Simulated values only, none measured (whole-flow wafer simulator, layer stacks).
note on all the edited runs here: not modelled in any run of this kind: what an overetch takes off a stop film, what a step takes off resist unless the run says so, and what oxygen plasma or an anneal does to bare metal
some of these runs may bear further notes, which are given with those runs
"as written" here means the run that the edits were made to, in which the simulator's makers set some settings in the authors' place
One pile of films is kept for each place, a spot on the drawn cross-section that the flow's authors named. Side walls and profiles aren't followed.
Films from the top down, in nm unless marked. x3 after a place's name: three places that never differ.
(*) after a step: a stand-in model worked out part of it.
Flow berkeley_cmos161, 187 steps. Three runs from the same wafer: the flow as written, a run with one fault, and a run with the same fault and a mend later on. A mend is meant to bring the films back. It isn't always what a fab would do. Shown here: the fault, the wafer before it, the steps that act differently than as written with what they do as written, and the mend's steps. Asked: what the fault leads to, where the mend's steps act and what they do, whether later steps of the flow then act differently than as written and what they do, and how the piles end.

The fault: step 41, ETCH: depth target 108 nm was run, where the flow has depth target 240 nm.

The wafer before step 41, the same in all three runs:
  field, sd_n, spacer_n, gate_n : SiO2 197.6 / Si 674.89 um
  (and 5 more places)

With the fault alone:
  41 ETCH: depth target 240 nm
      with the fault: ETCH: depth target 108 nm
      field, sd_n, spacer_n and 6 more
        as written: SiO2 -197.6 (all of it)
        with the fault: SiO2 -108
  Later steps of the flow that act differently than as written (33 more steps differ only slightly, by at most 2% or 0.5 nm, whichever is larger, and aren't shown):
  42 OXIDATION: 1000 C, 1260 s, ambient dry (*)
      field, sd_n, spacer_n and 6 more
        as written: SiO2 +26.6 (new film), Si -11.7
        with the fault: SiO2 +12.2, Si -5.36
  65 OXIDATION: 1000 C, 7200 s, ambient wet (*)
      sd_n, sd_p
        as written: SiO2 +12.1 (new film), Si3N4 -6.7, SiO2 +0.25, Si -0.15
        with the fault: SiO2 +12.1 (new film), Si3N4 -6.7
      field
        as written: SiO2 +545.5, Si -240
        with the fault: SiO2 +497.2, Si -218.8
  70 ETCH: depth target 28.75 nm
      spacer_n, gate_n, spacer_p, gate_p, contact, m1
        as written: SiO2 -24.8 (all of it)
        with the fault: SiO2 -28.8
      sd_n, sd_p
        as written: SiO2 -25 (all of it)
        with the fault: SiO2 -28.8
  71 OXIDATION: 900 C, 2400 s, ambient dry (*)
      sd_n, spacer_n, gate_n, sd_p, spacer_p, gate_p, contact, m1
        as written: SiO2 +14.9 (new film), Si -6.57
        with the fault: SiO2 +7.35, Si -3.23
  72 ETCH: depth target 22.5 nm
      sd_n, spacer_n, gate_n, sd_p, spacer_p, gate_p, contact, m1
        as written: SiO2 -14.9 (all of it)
        with the fault: SiO2 -22.5
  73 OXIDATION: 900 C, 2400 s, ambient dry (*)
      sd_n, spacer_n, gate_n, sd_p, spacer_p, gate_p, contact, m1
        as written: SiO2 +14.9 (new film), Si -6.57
        with the fault: SiO2 +6.89, Si -3.03
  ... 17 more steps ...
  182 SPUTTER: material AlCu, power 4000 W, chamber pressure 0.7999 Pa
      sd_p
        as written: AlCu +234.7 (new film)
        with the fault: AlCu +225.2 (new film)
  At the end the piles differ from the flow's by more than 2% or 0.5 nm, whichever is larger, at field, spacer_n, gate_n, sd_p, spacer_p, gate_p.
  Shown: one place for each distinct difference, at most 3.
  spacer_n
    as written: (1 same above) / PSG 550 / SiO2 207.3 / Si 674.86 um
    with the fault: (1 same above) / PSG 550 / SiO2 242.9 / Si 674.88 um
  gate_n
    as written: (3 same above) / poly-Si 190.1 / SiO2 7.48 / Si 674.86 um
    with the fault: (3 same above) / poly-Si 190.1 / SiO2 43.1 / Si 674.88 um
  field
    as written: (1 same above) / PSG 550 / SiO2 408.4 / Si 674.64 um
    with the fault: (1 same above) / PSG 550 / SiO2 435.2 / Si 674.66 um

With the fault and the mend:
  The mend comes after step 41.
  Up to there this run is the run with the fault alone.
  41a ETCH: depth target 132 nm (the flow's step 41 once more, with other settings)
      field, sd_n, spacer_n and 6 more
        SiO2 -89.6 (all of it)
  No later step of the flow acts differently than as written at any place that is followed.
  At the end the piles are the same as the flow's at every place that both follow.
